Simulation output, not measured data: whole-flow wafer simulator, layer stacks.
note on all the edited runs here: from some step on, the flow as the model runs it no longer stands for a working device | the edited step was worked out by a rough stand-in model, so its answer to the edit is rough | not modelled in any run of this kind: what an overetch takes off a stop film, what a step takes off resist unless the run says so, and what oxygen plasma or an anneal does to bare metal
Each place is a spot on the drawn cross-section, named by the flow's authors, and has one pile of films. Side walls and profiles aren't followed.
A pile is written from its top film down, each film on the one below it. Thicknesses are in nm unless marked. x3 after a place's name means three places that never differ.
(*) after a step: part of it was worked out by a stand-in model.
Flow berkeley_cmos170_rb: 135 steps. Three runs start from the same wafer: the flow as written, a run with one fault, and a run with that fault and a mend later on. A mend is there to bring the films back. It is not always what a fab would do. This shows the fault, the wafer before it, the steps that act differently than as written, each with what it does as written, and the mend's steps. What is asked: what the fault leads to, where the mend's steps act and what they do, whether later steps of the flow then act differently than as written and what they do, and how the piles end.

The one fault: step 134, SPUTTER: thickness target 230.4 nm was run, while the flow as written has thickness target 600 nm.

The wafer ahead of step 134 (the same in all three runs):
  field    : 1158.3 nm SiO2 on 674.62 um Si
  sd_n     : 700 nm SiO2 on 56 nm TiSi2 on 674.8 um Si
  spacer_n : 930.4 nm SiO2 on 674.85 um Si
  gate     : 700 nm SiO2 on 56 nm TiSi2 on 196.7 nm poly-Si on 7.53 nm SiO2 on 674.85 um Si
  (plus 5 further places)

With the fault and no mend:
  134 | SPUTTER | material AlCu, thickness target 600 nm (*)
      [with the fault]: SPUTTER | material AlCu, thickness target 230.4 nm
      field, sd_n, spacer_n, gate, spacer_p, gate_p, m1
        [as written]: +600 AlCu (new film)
        [with the fault]: +230.4 AlCu (new film)
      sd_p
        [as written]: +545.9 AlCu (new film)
        [with the fault]: +204.9 AlCu (new film)
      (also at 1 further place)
  Later steps of the flow that are run all act as written at every place that is followed.
  By the end, the piles at field, sd_n, spacer_n and 6 more depart from the flow's by more than 2% or 0.5 nm, whichever is larger.
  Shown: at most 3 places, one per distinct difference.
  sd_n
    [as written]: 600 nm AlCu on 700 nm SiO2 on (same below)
    [with the fault]: 230.4 nm AlCu on 700 nm SiO2 on (same below)
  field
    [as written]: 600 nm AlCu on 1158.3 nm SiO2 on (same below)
    [with the fault]: 230.4 nm AlCu on 1158.3 nm SiO2 on (same below)
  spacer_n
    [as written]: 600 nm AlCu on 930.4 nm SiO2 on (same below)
    [with the fault]: 230.4 nm AlCu on 930.4 nm SiO2 on (same below)

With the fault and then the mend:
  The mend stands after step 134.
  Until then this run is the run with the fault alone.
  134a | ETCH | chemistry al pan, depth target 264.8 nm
      field, sd_n, spacer_n, gate, spacer_p, gate_p, m1
        -230.4 AlCu (all of it)
      sd_p
        -204.9 AlCu (all of it)
      contact
        -163.6 AlCu (all of it)
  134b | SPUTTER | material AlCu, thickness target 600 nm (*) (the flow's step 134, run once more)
      field, sd_n, spacer_n, gate, spacer_p, gate_p, m1
        +600 AlCu (new film)
      sd_p
        +545.9 AlCu (new film)
      contact
        +415.1 AlCu (new film)
  Later steps of the flow that are run all act as written at every place that is followed.
  The piles end the same as the flow's at every place that both follow.
